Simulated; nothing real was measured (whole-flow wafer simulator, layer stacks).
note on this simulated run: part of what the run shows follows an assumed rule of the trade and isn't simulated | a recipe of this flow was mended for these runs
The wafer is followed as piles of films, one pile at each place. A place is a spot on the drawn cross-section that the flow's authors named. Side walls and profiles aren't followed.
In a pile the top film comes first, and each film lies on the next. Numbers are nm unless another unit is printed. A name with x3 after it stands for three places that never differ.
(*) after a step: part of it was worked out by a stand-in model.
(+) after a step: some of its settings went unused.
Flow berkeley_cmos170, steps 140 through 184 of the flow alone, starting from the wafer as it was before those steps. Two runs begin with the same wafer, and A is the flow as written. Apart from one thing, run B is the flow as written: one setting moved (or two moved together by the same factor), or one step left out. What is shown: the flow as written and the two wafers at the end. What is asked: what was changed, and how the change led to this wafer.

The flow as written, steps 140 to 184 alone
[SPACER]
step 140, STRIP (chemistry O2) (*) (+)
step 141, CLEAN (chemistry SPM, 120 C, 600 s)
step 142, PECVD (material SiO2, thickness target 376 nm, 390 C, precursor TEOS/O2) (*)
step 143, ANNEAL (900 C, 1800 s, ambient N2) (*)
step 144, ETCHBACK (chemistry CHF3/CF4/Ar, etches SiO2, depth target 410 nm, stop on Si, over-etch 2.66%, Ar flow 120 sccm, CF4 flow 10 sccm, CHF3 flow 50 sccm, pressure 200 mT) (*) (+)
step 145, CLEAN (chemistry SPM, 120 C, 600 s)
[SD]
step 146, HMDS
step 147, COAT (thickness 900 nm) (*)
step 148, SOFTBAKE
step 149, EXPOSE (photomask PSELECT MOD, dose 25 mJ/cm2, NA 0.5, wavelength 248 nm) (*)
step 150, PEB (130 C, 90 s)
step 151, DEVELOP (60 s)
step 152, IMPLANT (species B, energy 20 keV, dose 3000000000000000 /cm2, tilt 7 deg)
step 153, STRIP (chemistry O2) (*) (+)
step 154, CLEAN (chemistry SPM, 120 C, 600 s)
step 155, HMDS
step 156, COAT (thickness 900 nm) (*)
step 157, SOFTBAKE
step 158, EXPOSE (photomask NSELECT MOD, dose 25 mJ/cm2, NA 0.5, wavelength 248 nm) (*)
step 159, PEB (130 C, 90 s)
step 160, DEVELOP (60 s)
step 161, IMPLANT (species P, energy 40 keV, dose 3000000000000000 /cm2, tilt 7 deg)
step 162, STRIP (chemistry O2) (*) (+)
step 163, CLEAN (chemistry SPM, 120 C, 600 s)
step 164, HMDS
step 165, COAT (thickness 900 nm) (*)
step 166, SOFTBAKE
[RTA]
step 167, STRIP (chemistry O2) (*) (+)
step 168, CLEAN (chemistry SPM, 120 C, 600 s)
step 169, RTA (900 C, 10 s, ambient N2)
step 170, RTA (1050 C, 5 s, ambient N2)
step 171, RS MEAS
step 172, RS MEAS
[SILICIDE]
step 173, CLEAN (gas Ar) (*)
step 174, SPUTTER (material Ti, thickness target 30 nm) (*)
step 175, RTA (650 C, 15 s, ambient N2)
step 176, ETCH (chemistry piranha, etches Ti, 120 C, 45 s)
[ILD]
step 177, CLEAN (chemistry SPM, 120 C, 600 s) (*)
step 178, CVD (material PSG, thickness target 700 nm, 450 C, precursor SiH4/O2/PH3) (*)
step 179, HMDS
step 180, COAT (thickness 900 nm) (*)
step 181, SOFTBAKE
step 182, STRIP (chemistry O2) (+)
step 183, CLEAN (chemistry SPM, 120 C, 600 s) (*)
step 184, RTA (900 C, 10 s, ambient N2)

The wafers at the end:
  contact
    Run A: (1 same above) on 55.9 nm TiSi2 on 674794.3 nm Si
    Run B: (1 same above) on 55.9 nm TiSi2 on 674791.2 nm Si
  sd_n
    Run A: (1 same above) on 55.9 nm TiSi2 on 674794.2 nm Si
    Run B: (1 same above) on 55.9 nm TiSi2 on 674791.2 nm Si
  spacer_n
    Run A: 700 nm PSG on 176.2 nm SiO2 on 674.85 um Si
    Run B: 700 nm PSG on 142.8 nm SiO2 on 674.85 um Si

What caused this: step 142, PECVD: thickness target 341 nm was run, while the flow as written has thickness target 376 nm.

How this came from the change, step by step:
  step 142, PECVD (material SiO2, thickness target 376 nm, 390 C, precursor TEOS/O2) (*)
      field, mark, sd_n and 8 more: A SiO2 gains 376 | B SiO2 gains 341
      gate_n, gate_p: A SiO2 gains 376 (new film) | B SiO2 gains 341 (new film)
  step 143, ANNEAL (900 C, 1800 s, ambient N2) (*)
      field, mark, sd_n and 10 more: A SiO2 loses 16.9 | B SiO2 loses 15.3
  step 144, ETCHBACK (chemistry CHF3/CF4/Ar, etches SiO2, depth target 410 nm, stop on Si, over-etch 2.66%, Ar flow 120 sccm, CF4 flow 10 sccm, CHF3 flow 50 sccm, pressure 200 mT) (*) (+)
      mark, contact, m1, via1, m2, via2: A SiO2 loses 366 (all of it), Si loses 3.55 | B SiO2 loses 332.5 (all of it), Si loses 6.59
      sd_n, sd_p: A SiO2 loses 366 (all of it), Si loses 3.55 | B SiO2 loses 332.6 (all of it), Si loses 6.59
      (and at 2 other places as well)
  step 153, STRIP (chemistry O2) (*) (+)
      gate_n: A KrF-resist loses 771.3 (all of it), chemical SiO2 gains 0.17, poly-Si loses 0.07 | B KrF-resist loses 755.8 (all of it), chemical SiO2 gains 0.17, poly-Si loses 0.07
  step 162, STRIP (chemistry O2) (*) (+)
      spacer_p: A KrF-resist loses 798.3 (all of it) | B KrF-resist loses 814.7 (all of it)
  step 180, COAT (thickness 900 nm) (*)
      gate_p: A KrF-resist gains 805.8 (new film) | B KrF-resist gains 789.3 (new film)
  step 182, STRIP (chemistry O2) (+)
      gate_p: A KrF-resist loses 805.8 (all of it) | B KrF-resist loses 789.3 (all of it)
